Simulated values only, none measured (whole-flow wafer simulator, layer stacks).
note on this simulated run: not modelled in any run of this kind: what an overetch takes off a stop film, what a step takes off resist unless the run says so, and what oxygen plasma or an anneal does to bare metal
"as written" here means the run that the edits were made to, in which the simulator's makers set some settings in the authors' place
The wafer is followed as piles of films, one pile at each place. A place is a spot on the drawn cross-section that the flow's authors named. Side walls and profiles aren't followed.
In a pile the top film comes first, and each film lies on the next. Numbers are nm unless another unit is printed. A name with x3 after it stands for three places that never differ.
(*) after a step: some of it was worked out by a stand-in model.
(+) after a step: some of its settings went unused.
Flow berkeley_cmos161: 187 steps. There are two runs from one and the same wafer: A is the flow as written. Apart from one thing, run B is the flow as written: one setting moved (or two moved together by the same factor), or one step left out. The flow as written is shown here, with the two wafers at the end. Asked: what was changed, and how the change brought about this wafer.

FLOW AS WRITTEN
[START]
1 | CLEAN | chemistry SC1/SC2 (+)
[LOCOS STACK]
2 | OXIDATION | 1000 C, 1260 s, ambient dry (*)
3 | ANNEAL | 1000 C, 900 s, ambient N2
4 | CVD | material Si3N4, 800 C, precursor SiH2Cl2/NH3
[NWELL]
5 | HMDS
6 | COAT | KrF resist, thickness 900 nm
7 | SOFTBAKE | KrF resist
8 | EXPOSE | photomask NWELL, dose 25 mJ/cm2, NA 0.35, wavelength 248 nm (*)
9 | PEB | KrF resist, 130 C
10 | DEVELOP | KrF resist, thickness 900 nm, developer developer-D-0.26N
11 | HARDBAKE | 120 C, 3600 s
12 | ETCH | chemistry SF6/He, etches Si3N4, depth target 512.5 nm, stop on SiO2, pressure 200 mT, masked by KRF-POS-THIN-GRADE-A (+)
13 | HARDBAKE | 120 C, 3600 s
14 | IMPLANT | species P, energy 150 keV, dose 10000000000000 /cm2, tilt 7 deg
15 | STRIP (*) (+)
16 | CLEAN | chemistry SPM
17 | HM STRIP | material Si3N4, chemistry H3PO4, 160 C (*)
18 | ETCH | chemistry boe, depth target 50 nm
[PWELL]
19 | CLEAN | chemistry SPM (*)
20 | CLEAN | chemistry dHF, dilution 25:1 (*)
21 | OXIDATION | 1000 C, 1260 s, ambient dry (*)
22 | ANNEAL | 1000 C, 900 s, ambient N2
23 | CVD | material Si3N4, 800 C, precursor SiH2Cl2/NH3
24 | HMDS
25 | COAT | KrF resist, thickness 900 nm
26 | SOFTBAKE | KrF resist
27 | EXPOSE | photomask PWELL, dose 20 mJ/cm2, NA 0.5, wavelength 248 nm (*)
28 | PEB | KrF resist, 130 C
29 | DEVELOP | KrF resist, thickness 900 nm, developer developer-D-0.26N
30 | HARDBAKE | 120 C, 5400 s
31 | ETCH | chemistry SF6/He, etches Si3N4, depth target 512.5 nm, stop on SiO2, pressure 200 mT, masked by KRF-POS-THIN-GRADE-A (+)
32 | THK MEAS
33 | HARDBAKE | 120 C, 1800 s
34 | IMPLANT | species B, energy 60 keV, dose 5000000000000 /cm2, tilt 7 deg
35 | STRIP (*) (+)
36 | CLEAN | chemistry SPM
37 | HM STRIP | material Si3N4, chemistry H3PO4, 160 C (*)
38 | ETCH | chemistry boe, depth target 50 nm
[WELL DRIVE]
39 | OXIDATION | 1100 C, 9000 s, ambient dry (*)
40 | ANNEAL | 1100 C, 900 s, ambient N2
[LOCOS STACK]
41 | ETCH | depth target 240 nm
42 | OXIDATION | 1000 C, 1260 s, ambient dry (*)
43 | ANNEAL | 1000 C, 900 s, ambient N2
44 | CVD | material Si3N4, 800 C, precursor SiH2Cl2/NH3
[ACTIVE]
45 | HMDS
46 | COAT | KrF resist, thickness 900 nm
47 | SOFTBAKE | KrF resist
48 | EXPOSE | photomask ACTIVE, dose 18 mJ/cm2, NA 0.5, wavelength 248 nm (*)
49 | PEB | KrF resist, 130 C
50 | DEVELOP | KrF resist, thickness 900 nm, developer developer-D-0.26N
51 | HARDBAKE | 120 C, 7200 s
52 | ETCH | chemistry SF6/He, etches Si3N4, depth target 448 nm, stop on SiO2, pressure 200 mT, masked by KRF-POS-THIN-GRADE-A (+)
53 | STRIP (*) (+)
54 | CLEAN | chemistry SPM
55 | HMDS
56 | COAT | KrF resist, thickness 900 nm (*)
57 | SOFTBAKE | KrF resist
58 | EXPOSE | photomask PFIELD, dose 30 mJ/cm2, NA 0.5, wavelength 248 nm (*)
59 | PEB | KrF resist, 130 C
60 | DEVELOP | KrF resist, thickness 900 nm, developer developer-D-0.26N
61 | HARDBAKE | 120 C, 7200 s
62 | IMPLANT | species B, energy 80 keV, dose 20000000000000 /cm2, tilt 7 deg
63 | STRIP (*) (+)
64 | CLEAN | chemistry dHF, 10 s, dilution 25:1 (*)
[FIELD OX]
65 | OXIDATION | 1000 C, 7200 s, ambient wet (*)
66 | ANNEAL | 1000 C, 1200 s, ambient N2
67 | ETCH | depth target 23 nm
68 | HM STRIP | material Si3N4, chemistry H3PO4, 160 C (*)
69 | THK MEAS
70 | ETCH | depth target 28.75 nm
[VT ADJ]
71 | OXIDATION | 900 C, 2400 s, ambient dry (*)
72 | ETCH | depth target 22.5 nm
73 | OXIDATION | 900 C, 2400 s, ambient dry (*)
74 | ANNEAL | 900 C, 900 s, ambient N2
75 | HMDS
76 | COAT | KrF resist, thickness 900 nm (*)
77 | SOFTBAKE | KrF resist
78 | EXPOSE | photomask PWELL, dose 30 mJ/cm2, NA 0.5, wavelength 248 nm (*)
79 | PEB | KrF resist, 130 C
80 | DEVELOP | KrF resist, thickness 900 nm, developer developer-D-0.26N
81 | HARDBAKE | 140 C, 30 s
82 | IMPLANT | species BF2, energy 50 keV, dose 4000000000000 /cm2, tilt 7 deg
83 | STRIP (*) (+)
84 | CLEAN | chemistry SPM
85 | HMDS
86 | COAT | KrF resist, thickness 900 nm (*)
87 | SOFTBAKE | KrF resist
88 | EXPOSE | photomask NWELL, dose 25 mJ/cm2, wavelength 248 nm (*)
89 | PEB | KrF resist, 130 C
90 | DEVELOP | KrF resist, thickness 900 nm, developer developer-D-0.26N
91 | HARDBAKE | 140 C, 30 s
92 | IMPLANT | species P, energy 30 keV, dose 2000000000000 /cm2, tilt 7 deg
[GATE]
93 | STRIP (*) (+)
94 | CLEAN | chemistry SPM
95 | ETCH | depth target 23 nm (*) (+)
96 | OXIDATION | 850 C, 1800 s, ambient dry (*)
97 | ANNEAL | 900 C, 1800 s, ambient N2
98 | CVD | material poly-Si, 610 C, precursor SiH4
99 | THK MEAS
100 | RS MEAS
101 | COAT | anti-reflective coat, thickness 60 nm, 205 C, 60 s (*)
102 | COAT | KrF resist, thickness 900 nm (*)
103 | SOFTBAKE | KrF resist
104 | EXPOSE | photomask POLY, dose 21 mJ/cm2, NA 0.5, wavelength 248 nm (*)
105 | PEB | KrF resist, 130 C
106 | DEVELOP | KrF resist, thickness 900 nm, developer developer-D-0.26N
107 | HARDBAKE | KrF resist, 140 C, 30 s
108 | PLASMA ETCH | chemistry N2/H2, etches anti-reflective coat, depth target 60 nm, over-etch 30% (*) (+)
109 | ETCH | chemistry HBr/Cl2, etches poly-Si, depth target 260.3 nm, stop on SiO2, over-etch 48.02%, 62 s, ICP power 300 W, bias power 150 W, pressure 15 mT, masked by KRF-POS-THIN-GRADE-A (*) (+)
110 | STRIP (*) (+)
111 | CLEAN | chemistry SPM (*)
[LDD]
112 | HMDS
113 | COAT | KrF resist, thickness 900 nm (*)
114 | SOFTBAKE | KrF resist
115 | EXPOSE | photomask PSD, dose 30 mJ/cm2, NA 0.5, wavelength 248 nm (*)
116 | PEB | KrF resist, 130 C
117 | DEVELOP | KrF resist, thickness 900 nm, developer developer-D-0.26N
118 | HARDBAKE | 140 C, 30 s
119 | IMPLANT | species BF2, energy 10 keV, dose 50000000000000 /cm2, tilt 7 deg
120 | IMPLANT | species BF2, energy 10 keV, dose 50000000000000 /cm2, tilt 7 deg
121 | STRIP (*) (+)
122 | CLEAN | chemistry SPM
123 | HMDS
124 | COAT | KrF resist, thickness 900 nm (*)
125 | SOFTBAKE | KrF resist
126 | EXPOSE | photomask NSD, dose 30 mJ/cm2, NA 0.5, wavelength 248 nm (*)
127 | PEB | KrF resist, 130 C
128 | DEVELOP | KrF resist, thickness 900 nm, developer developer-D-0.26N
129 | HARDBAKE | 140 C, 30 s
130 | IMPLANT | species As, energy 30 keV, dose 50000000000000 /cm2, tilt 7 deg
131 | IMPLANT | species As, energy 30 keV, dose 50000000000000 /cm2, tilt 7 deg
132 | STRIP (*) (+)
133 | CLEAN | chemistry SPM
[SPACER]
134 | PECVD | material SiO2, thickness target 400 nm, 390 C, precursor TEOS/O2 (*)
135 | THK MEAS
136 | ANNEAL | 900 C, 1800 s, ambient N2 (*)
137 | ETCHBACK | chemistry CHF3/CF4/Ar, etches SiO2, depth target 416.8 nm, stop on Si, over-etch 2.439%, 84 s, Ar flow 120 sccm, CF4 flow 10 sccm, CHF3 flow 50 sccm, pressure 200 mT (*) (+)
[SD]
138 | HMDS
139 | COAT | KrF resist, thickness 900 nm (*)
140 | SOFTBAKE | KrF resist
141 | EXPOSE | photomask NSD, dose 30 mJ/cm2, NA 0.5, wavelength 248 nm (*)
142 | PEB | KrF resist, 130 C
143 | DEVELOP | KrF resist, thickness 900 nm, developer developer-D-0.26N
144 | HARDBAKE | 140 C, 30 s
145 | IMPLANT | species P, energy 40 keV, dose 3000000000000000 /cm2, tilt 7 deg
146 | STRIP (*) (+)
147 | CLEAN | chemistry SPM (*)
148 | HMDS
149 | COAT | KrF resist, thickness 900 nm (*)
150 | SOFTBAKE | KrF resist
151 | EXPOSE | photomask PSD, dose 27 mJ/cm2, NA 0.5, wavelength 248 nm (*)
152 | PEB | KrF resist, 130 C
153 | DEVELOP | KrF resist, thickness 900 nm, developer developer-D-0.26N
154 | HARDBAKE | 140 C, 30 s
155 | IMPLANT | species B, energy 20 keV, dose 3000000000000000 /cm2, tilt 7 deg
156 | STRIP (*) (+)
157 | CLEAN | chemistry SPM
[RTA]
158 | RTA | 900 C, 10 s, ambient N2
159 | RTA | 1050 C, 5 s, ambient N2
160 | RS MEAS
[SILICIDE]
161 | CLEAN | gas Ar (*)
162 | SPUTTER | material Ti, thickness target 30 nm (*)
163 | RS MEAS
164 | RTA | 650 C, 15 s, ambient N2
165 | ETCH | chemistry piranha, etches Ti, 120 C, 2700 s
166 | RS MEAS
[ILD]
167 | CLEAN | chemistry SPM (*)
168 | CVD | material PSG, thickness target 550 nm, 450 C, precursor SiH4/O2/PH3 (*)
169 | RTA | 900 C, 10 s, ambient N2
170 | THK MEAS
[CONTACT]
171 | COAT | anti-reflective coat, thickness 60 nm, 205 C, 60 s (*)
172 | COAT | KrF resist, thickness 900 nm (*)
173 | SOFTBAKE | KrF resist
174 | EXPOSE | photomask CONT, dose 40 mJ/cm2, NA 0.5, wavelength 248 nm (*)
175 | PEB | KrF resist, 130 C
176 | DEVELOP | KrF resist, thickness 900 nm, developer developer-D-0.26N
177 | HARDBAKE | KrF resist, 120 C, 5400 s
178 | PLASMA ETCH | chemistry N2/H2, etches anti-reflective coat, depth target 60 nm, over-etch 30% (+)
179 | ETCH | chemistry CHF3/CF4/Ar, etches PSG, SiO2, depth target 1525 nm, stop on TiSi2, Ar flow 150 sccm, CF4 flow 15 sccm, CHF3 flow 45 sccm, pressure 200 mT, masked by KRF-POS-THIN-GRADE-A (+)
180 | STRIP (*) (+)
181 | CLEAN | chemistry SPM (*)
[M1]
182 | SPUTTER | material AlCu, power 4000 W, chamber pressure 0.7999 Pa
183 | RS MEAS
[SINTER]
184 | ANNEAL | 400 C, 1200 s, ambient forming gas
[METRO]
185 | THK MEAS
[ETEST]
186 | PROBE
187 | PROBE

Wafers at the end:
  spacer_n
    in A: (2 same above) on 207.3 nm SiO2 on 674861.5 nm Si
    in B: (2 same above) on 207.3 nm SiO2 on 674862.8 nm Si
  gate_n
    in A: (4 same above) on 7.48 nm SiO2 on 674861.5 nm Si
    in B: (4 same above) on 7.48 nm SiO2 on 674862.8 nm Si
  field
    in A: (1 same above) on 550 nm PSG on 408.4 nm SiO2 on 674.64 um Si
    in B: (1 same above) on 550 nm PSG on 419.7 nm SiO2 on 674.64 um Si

What caused this: step 46, COAT: thickness 450 nm was run, whereas the flow has thickness 900 nm; step 72, ETCH: depth target 11.2 nm was run, where the flow has depth target 22.5 nm.

Step by step, how the change led to this:
  46 | COAT | KrF resist, thickness 900 nm
      field, sd_n, spacer_n and 6 more: A KrF resist gains 900 (new film) | B KrF resist gains 450 (new film)
  49 | PEB | KrF resist, 130 C
      field, sd_n, spacer_n and 6 more: A KrF resist loses 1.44 | B KrF resist loses 0.64
  50 | DEVELOP | KrF resist, thickness 900 nm, developer developer-D-0.26N
      field: A KrF resist loses 898.6 (all of it) | B KrF resist loses 449.4 (all of it)
  51 | HARDBAKE | 120 C, 7200 s
      sd_n, spacer_n, gate_n, sd_p, spacer_p, gate_p, contact, m1: A KrF resist loses 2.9 | B KrF resist loses 1.38
  53 | STRIP (*) (+)
      sd_n, spacer_n, gate_n, sd_p, spacer_p, gate_p, contact, m1: A KrF resist loses 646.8 (all of it) | B KrF resist loses 199.1 (all of it)
  72 | ETCH | depth target 22.5 nm
      sd_n, spacer_n, gate_n, sd_p, spacer_p, gate_p, contact, m1: A SiO2 loses 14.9 (all of it) | B SiO2 loses 11.2
      field: A SiO2 loses 22.5 | B SiO2 loses 11.2
  73 | OXIDATION | 900 C, 2400 s, ambient dry (*)
      sd_n, spacer_n, gate_n, sd_p, spacer_p, gate_p, contact, m1: A SiO2 gains 14.9 (new film), Si loses 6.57 | B SiO2 gains 12, Si loses 5.26
  95 | ETCH | depth target 23 nm (*) (+)
      sd_n, spacer_n, gate_n, sd_p, spacer_p, gate_p, contact, m1: A SiO2 loses 14.9 (all of it) | B SiO2 loses 15.7 (all of it)
  101 | COAT | anti-reflective coat, thickness 60 nm, 205 C, 60 s (*)
      sd_n: A anti-reflective coat gains 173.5 (new film) | B anti-reflective coat gains 181.6 (new film)
      spacer_n: A anti-reflective coat gains 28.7 (new film) | B anti-reflective coat gains 26.9 (new film)
      (as well as at 4 more places)
  108 | PLASMA ETCH | chemistry N2/H2, etches anti-reflective coat, depth target 60 nm, over-etch 30% (*) (+)
      sd_n: A anti-reflective coat loses 173.5 (all of it), poly-Si loses 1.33 | B anti-reflective coat loses 181.6 (all of it), poly-Si loses 1.4
      spacer_n: A anti-reflective coat loses 28.7 (all of it), poly-Si loses 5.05 | B anti-reflective coat loses 26.9 (all of it), poly-Si loses 5.36
      (as well as at 2 more places)
  110 | STRIP (*) (+)
      gate_n: A chemical SiO2 gains 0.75 (new film), KrF resist loses 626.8 (all of it), anti-reflective coat loses 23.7 (all of it), poly-Si loses 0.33 | B chemical SiO2 gains 0.75 (new film), KrF resist loses 633.4 (all of it), anti-reflective coat loses 21.9 (all of it), poly-Si loses 0.33
      gate_p: A chemical SiO2 gains 0.75 (new film), KrF resist loses 598.2 (all of it), anti-reflective coat loses 27.9 (all of it), poly-Si loses 0.33 | B chemical SiO2 gains 0.75 (new film), KrF resist loses 602.1 (all of it), anti-reflective coat loses 26.9 (all of it), poly-Si loses 0.33
  171 | COAT | anti-reflective coat, thickness 60 nm, 205 C, 60 s (*)
      sd_n: A anti-reflective coat gains 149.7 (new film) | B anti-reflective coat gains 158 (new film)
      m1: A anti-reflective coat gains 97.8 (new film) | B anti-reflective coat gains 100.3 (new film)
  180 | STRIP (*) (+)
      sd_n: A KrF resist loses 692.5 (all of it), anti-reflective coat loses 149.7 (all of it) | B KrF resist loses 690.6 (all of it), anti-reflective coat loses 158 (all of it)
      m1: A KrF resist loses 739.9 (all of it), anti-reflective coat loses 97.8 (all of it) | B KrF resist loses 743.4 (all of it), anti-reflective coat loses 100.3 (all of it)
